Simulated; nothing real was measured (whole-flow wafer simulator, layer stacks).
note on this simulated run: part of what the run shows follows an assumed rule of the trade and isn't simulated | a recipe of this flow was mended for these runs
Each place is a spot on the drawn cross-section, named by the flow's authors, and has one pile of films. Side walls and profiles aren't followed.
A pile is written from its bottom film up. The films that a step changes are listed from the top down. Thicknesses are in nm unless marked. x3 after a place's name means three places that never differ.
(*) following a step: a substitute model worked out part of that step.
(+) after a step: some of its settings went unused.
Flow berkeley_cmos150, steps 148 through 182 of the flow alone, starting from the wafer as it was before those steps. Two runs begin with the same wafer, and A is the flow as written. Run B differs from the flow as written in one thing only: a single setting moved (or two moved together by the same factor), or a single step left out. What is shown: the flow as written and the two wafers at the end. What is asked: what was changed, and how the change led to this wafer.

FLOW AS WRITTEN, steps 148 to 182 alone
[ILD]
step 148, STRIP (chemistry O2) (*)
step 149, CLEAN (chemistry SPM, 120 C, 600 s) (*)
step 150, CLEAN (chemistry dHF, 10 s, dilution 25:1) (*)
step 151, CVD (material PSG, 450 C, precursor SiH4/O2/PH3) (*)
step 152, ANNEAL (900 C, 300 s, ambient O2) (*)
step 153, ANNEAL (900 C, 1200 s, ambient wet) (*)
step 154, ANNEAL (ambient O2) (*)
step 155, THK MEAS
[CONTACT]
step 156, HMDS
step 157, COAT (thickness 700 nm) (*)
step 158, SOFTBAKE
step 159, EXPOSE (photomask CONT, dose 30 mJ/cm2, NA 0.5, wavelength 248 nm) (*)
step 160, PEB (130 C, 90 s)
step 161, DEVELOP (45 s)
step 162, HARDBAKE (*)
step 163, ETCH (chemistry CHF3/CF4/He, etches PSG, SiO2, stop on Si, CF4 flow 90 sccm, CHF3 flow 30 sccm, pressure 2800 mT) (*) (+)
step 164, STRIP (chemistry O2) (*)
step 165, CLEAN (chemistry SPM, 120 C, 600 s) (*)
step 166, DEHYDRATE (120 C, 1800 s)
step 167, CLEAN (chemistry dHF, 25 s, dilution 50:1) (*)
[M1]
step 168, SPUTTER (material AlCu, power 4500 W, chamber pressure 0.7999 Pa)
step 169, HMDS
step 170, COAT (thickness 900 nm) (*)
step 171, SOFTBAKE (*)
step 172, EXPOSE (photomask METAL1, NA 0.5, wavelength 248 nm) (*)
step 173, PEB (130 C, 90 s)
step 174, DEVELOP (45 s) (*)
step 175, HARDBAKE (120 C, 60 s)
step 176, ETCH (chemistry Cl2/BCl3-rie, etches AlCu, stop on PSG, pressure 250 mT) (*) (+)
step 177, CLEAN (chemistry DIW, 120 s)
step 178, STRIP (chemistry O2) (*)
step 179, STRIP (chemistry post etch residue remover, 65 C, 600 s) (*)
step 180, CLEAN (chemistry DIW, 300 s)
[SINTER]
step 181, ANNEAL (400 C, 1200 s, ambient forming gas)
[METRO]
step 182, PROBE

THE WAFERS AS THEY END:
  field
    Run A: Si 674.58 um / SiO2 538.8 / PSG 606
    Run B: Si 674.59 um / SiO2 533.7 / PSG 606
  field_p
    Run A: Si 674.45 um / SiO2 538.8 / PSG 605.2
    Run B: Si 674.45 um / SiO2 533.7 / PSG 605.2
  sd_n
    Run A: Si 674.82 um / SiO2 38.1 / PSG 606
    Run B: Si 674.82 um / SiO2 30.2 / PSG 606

What caused this: step 153, ANNEAL: 865 C was run, whereas the flow has 900 C.

How this came from the change, step by step:
  step 153, ANNEAL (900 C, 1200 s, ambient wet) (*)
      sd_n, contact, m1: A PSG loses 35, SiO2 gains 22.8, Si loses 10 | B PSG loses 35, SiO2 gains 14.8, Si loses 6.53
      field, field_p: A PSG loses 35, SiO2 gains 16.3, Si loses 7.15 | B PSG loses 35, SiO2 gains 11.1, Si loses 4.9
      (as well as at 3 more places)
  step 163, ETCH (chemistry CHF3/CF4/He, etches PSG, SiO2, stop on Si, CF4 flow 90 sccm, CHF3 flow 30 sccm, pressure 2800 mT) (*) (+)
      contact: A PSG loses 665 (all of it), SiO2 loses 38.1 (all of it), Si loses 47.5 | B PSG loses 665 (all of it), SiO2 loses 30.2 (all of it), Si loses 47.5
  step 176, ETCH (chemistry Cl2/BCl3-rie, etches AlCu, stop on PSG, pressure 250 mT) (*) (+)
      gate_p: A AlCu loses 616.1 (all of it), PSG loses 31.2 | B AlCu loses 609.8 (all of it), PSG loses 32
